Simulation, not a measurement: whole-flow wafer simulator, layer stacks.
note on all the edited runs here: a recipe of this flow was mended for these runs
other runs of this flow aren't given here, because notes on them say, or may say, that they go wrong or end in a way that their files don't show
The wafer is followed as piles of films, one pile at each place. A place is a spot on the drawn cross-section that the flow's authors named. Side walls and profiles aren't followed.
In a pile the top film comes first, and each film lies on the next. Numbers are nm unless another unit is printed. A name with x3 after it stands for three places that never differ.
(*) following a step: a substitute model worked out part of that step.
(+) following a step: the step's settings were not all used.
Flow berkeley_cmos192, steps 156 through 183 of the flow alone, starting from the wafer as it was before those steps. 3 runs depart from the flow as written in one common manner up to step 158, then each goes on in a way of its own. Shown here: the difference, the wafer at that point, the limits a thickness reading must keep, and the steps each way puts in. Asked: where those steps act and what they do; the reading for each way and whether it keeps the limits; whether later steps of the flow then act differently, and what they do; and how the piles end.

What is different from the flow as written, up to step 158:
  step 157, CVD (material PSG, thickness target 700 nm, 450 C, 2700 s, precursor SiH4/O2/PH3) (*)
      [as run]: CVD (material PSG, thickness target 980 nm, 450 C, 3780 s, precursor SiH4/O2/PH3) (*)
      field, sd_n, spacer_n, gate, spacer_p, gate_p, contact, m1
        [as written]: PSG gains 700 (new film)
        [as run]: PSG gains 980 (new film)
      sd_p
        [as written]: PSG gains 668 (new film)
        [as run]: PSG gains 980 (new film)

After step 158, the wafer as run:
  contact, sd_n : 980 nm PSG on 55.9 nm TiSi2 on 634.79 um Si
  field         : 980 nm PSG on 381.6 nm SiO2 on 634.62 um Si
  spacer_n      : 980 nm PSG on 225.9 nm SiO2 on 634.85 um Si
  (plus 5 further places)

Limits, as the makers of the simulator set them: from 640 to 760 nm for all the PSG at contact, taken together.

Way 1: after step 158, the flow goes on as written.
  Reading after step 158: 980 nm, not within the limits.
  Steps later in the flow that act otherwise than as written (not shown: 2 more steps that differ only slightly, by at most 2% or 0.5 nm, whichever is larger):
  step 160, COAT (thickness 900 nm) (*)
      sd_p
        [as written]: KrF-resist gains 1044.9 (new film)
        [this way]: KrF-resist gains 1023 (new film)
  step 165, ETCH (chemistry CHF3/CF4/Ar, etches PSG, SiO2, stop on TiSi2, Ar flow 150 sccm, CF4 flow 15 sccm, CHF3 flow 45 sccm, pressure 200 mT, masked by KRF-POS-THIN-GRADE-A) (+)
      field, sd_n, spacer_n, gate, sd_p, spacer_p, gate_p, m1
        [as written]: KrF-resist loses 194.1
        [this way]: KrF-resist loses 264.1
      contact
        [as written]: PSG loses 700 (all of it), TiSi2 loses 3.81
        [this way]: PSG loses 980 (all of it), TiSi2 loses 3.81
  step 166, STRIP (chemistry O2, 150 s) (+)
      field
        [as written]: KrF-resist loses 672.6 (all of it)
        [this way]: KrF-resist loses 605.9 (all of it)
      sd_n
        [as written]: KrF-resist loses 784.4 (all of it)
        [this way]: KrF-resist loses 717.1 (all of it)
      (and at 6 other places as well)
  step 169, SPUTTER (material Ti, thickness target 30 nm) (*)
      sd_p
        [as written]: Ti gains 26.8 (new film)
        [this way]: Ti gains 27.4 (new film)
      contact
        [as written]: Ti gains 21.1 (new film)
        [this way]: Ti gains 18.1 (new film)
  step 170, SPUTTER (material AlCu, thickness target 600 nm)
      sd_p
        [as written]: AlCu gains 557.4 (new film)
        [this way]: AlCu gains 571.3 (new film)
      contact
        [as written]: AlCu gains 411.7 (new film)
        [this way]: AlCu gains 348.3 (new film)
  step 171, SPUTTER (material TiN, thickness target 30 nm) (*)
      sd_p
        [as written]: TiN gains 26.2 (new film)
        [this way]: TiN gains 27 (new film)
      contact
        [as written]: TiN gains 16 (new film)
        [this way]: TiN gains 12.7 (new film)
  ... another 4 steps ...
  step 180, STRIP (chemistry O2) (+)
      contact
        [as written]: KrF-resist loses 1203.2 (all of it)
        [this way]: KrF-resist loses 1485.7 (all of it)
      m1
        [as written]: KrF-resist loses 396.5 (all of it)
        [this way]: KrF-resist loses 367 (all of it)
  By the end, the piles at field, sd_n, spacer_n and 6 more depart from the flow's by more than 2% or 0.5 nm, whichever is larger.
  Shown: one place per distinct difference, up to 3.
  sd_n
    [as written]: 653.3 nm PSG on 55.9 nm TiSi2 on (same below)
    [this way]: 933.3 nm PSG on 55.9 nm TiSi2 on (same below)
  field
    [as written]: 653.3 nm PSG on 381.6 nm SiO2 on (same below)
    [this way]: 933.3 nm PSG on 381.6 nm SiO2 on (same below)
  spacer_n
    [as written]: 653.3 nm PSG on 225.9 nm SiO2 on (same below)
    [this way]: 933.3 nm PSG on 225.9 nm SiO2 on (same below)

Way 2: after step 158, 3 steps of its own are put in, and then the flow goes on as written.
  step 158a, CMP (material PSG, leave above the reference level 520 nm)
      contact, m1
        PSG loses 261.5
      field
        PSG loses 419.6
      sd_n
        PSG loses 261.4
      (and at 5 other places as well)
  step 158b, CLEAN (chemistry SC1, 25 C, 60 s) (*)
      field, sd_n, spacer_n and 6 more
        PSG loses 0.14
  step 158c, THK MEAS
      leaves every film unchanged at each place that is followed
  Reading after step 158c: 718.4 nm, inside the limits.
  Steps later in the flow that act otherwise than as written (not shown: 2 more steps that differ only slightly, by at most 2% or 0.5 nm, whichever is larger):
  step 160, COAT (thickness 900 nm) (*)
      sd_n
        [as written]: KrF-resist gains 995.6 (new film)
        [this way]: KrF-resist gains 900 (new film)
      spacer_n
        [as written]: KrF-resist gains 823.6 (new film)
        [this way]: KrF-resist gains 900 (new film)
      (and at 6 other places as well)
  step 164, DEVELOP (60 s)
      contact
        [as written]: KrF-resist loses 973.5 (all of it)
        [this way]: KrF-resist loses 898 (all of it)
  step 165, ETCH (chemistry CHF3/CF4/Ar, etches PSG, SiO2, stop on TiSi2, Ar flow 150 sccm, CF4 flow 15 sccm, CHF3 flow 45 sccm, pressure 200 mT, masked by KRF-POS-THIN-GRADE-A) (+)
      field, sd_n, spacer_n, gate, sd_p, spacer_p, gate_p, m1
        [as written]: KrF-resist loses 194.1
        [this way]: KrF-resist loses 198.7
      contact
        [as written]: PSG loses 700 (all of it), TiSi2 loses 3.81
        [this way]: PSG loses 718.4 (all of it), TiSi2 loses 3.81
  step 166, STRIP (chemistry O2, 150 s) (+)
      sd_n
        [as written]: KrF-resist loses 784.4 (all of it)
        [this way]: KrF-resist loses 684.4 (all of it)
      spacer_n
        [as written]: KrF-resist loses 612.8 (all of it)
        [this way]: KrF-resist loses 684.4 (all of it)
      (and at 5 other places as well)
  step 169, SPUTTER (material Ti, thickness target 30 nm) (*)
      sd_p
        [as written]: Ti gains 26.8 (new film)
        [this way]: Ti gains 30 (new film)
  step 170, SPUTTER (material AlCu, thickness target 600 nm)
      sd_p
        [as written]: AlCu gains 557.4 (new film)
        [this way]: AlCu gains 600 (new film)
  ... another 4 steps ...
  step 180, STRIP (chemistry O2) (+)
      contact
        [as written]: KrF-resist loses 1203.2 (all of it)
        [this way]: KrF-resist loses 1146 (all of it)
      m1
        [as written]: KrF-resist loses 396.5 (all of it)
        [this way]: KrF-resist loses 308.8 (all of it)
  By the end, the piles at field, sd_n, spacer_n, gate, sd_p, spacer_p, gate_p, m1 depart from the flow's by more than 2% or 0.5 nm, whichever is larger.
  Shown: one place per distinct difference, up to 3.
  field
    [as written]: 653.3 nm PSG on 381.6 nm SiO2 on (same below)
    [this way]: 513.5 nm PSG on 381.6 nm SiO2 on (same below)
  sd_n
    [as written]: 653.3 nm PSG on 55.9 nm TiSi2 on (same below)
    [this way]: 671.8 nm PSG on 55.9 nm TiSi2 on (same below)
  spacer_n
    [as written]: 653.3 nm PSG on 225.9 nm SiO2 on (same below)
    [this way]: 445.6 nm PSG on 225.9 nm SiO2 on (same below)

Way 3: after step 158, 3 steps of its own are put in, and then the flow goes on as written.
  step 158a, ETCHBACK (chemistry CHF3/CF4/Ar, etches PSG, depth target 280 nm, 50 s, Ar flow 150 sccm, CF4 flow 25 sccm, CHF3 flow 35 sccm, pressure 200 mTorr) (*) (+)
      field, sd_n, spacer_n and 6 more
        PSG loses 280
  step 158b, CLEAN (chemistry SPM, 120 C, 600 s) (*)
      leaves every film unchanged at each place that is followed
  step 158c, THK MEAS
      leaves every film unchanged at each place that is followed
  Reading after step 158c: 700 nm, inside the limits.
  Steps later in the flow that act otherwise than as written (not shown: 4 more steps that differ only slightly, by at most 2% or 0.5 nm, whichever is larger):
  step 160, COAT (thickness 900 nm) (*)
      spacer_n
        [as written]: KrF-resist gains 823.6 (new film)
        [this way]: KrF-resist gains 786 (new film)
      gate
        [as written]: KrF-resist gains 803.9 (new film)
        [this way]: KrF-resist gains 761.4 (new film)
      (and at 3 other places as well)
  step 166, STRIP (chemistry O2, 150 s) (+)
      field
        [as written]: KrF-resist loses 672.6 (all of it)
        [this way]: KrF-resist loses 655.1 (all of it)
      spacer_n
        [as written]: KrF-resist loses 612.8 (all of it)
        [this way]: KrF-resist loses 575.3 (all of it)
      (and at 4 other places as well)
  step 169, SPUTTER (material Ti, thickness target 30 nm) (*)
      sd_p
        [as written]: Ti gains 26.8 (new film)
        [this way]: Ti gains 27.4 (new film)
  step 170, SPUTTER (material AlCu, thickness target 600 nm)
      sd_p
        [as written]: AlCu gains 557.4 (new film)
        [this way]: AlCu gains 571 (new film)
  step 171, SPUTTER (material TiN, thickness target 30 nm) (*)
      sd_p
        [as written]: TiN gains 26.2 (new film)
        [this way]: TiN gains 27 (new film)
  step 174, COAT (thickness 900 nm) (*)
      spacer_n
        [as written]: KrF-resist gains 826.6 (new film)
        [this way]: KrF-resist gains 804.3 (new film)
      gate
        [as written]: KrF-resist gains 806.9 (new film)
        [this way]: KrF-resist gains 782.4 (new film)
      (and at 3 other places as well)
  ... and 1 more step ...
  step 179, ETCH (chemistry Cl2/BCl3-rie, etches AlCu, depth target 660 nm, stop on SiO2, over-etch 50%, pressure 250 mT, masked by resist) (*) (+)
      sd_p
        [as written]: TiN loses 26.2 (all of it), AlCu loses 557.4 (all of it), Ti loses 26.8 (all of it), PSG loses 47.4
        [this way]: TiN loses 27 (all of it), AlCu loses 571 (all of it), Ti loses 27.4 (all of it), PSG loses 45.6
  By the end, the piles at sd_p depart from the flow's by more than 2% or 0.5 nm, whichever is larger.
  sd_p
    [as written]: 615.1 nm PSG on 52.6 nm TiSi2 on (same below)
    [this way]: 649 nm PSG on 52.6 nm TiSi2 on (same below)

The limits are kept by: way 2, way 3. They are not kept by: way 1.
